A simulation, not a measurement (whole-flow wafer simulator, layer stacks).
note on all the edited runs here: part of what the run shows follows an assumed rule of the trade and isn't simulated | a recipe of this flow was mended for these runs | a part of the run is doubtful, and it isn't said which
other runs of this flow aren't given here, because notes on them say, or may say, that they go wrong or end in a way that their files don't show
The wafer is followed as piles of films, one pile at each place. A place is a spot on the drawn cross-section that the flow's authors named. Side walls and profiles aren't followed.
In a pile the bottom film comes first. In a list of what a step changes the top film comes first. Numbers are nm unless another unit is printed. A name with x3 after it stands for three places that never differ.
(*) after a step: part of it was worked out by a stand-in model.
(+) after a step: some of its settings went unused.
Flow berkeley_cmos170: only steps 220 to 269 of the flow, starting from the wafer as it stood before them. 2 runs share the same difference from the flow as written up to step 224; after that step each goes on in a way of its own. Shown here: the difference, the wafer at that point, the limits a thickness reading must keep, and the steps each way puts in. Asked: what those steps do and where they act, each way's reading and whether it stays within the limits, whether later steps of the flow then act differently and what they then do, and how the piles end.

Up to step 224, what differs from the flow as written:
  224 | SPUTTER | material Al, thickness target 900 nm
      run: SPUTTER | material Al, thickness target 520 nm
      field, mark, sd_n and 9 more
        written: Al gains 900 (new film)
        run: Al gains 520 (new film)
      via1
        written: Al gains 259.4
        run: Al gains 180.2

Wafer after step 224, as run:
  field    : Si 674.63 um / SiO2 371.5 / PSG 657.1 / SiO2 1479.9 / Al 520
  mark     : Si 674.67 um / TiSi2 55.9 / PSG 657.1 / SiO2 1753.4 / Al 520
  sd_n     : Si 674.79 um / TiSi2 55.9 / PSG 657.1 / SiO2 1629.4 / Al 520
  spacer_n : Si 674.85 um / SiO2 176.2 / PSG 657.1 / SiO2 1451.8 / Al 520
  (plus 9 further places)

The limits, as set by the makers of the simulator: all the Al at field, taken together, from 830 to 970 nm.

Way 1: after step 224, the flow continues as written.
  The reading taken after step 224 is 520 nm, which is outside the limits.
  Steps further on in the flow that do not act as written (2 more steps, not shown, differ only slightly: by at most 2% or 0.5 nm, whichever is larger):
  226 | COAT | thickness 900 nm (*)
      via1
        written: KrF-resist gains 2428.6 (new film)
        way: KrF-resist gains 2138.4 (new film)
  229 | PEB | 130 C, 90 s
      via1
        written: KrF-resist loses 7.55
        way: KrF-resist loses 5.81
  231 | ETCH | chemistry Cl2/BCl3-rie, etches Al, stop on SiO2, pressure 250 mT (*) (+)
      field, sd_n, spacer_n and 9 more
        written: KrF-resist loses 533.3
        way: KrF-resist loses 343.3
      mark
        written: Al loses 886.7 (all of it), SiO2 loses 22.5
        way: Al loses 506.7 (all of it), SiO2 loses 22.5
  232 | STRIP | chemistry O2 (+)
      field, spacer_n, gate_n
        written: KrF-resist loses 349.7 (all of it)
        way: KrF-resist loses 539.7 (all of it)
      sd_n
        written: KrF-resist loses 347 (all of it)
        way: KrF-resist loses 537.2 (all of it)
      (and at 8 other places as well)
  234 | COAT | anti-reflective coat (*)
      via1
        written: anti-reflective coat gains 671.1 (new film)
        way: anti-reflective coat gains 524.2 (new film)
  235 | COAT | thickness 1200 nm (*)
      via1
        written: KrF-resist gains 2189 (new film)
        way: KrF-resist gains 2022.9 (new film)
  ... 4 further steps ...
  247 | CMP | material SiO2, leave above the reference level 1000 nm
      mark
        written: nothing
        way: SiO2 loses 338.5
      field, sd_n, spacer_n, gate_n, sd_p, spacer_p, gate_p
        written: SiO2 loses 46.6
        way: SiO2 loses 426.6
  The piles end different from the flow's at field, mark, sd_n and 10 more by more than 2% or 0.5 nm, whichever is larger.
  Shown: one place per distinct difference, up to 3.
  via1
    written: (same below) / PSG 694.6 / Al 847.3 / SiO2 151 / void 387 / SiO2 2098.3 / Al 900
    way: (same below) / PSG 694.6 / Al 768.1 / SiO2 2335.5 / Al 900
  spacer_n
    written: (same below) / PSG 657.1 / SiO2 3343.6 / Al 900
    way: (same below) / PSG 657.1 / SiO2 2963.6 / Al 900
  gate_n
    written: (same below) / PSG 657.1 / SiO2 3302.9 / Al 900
    way: (same below) / PSG 657.1 / SiO2 2922.9 / Al 900

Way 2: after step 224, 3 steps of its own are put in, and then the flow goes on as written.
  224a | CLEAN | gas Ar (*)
      field, mark, sd_n and 10 more
        Al loses 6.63
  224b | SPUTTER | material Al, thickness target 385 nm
      field, mark, sd_n and 9 more
        Al gains 385
      via1
        Al gains 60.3
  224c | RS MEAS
      leaves every film unchanged at each place that is followed
  The reading taken after step 224c is 898.4 nm, which is within the limits.
  Steps further on in the flow that do not act as written (9 more steps, not shown, differ only slightly: by at most 2% or 0.5 nm, whichever is larger):
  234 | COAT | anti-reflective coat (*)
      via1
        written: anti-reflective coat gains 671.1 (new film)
        way: anti-reflective coat gains 689.9 (new film)
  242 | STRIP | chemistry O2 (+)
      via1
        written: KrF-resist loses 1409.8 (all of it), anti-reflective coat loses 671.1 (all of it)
        way: KrF-resist loses 1419.4 (all of it), anti-reflective coat loses 689.9 (all of it)
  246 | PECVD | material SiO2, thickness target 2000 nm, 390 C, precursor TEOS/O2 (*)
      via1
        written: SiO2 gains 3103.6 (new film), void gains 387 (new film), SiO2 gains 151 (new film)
        way: SiO2 gains 2447.4 (new film), void gains 1091.1 (new film), SiO2 gains 127 (new film)
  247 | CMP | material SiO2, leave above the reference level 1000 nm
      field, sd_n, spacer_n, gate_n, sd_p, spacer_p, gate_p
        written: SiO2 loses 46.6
        way: SiO2 loses 48.2
  The piles end different from the flow's at via1 by more than 2% or 0.5 nm, whichever is larger.
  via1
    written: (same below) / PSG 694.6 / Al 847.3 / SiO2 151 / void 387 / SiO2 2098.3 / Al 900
    way: (same below) / PSG 694.6 / Al 821.8 / SiO2 127 / void 1091.1 / SiO2 1442.1 / Al 900

The limits are kept by: way 2. They are not kept by: way 1.
